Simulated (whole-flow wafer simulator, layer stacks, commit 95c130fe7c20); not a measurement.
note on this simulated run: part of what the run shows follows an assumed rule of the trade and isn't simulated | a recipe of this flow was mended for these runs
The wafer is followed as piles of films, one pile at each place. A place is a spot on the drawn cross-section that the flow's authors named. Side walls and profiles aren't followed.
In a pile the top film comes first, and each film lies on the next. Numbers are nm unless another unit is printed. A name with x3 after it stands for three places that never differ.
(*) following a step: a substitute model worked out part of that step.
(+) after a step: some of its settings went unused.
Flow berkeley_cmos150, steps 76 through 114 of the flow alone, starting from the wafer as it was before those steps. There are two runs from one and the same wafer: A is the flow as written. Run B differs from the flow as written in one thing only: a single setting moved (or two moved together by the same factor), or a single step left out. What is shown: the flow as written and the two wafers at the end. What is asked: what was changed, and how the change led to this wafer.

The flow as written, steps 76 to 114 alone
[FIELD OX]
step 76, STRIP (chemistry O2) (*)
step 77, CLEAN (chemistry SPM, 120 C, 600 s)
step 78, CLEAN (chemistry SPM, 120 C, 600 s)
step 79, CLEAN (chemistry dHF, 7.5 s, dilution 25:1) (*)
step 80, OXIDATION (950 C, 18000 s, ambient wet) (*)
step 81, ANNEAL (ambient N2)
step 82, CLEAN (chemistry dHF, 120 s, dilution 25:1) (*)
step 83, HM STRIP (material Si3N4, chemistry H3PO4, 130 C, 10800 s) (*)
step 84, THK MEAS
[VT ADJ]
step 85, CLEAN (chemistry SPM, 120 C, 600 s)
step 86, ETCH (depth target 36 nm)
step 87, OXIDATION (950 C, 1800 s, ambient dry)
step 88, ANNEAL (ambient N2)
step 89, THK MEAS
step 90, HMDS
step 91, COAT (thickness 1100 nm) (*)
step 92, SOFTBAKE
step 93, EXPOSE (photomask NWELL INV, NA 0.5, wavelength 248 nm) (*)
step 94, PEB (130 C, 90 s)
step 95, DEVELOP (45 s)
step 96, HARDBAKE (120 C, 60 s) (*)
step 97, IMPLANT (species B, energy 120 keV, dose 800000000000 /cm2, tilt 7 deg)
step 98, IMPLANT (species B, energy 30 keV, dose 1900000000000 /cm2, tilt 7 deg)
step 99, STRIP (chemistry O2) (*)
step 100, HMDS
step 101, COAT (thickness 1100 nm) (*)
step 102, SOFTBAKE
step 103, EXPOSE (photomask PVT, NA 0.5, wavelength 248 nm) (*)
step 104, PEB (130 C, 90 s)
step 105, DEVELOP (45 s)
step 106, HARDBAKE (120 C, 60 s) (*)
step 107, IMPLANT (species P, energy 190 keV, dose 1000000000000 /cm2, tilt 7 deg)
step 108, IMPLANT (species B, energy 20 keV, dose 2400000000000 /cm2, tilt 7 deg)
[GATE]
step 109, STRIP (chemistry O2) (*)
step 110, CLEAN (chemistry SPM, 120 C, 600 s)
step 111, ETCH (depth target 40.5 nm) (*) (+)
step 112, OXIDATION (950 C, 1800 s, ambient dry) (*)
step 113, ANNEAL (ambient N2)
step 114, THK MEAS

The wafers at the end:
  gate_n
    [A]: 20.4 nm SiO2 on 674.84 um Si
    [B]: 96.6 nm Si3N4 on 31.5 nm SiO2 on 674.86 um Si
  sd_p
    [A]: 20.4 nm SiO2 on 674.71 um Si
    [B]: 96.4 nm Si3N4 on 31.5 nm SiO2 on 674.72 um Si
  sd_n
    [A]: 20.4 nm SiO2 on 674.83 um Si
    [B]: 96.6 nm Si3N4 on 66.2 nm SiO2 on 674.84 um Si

The reason: step 82, CLEAN: chemistry dHF, 120 s, dilution 25:1 (*), was omitted.

How this came from the change, step by step:
  step 83, HM STRIP (material Si3N4, chemistry H3PO4, 130 C, 10800 s) (*)
      sd_n, gate_n, contact, m1: A Si3N4 loses 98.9 (all of it), SiO2 loses 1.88 | B SiO2 loses 2.72
      sd_p, gate_p: A Si3N4 loses 98.7 (all of it), SiO2 loses 1.88 | B SiO2 loses 2.72
  step 86, ETCH (depth target 36 nm)
      gate_n, sd_p, gate_p, contact, m1: A SiO2 loses 29.6 (all of it) | B SiO2 loses 7.6 (all of it), Si3N4 loses 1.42
      sd_n: A SiO2 loses 36 | B SiO2 loses 7.6 (all of it), Si3N4 loses 1.42
  step 87, OXIDATION (950 C, 1800 s, ambient dry)
      gate_n, sd_p, gate_p, contact, m1: A SiO2 gains 20.4 (new film), Si loses 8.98 | B nothing
      sd_n: A SiO2 gains 12.1, Si loses 5.32 | B nothing
  step 91, COAT (thickness 1100 nm) (*)
      field: A thick-KrF-resist gains 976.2 (new film) | B thick-KrF-resist gains 1007.7 (new film)
      field_p: A thick-KrF-resist gains 1087.8 (new film) | B thick-KrF-resist gains 1119.1 (new film)
      (also at 6 further places)
  step 95, DEVELOP (45 s)
      field: A thick-KrF-resist loses 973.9 (all of it) | B thick-KrF-resist loses 1005.3 (all of it)
      sd_n: A thick-KrF-resist loses 1239.9 (all of it) | B thick-KrF-resist loses 1174.3 (all of it)
      (also at 3 further places)
  step 99, STRIP (chemistry O2) (*)
      field_p: A thick-KrF-resist loses 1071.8 (all of it) | B thick-KrF-resist loses 1103 (all of it)
      sd_p: A thick-KrF-resist loses 1300.7 (all of it) | B thick-KrF-resist loses 1252.3 (all of it)
      (also at 1 further place)
  step 101, COAT (thickness 1100 nm) (*)
      field: A thick-KrF-resist gains 976.2 (new film) | B thick-KrF-resist gains 1007.7 (new film)
      field_p: A thick-KrF-resist gains 1087.8 (new film) | B thick-KrF-resist gains 1119.1 (new film)
      (also at 6 further places)
  step 105, DEVELOP (45 s)
      sd_p: A thick-KrF-resist loses 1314 (all of it) | B thick-KrF-resist loses 1265.6 (all of it)
      gate_p: A thick-KrF-resist loses 1288.3 (all of it) | B thick-KrF-resist loses 1248 (all of it)
  step 109, STRIP (chemistry O2) (*)
      field: A thick-KrF-resist loses 960.6 (all of it) | B thick-KrF-resist loses 992 (all of it)
      field_p: A thick-KrF-resist loses 1071.8 (all of it) | B thick-KrF-resist loses 1103 (all of it)
      (also at 4 further places)
  step 111, ETCH (depth target 40.5 nm) (*) (+)
      gate_n, contact, m1: A SiO2 loses 20.4 (all of it) | B Si3N4 loses 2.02
      sd_p, gate_p: A SiO2 loses 20.4 (all of it) | B Si3N4 loses 2.03
      (also at 1 further place)
  step 112, OXIDATION (950 C, 1800 s, ambient dry) (*)
      sd_n, gate_n, sd_p, gate_p, contact, m1: A SiO2 gains 20.4 (new film), Si loses 8.98 | B nothing
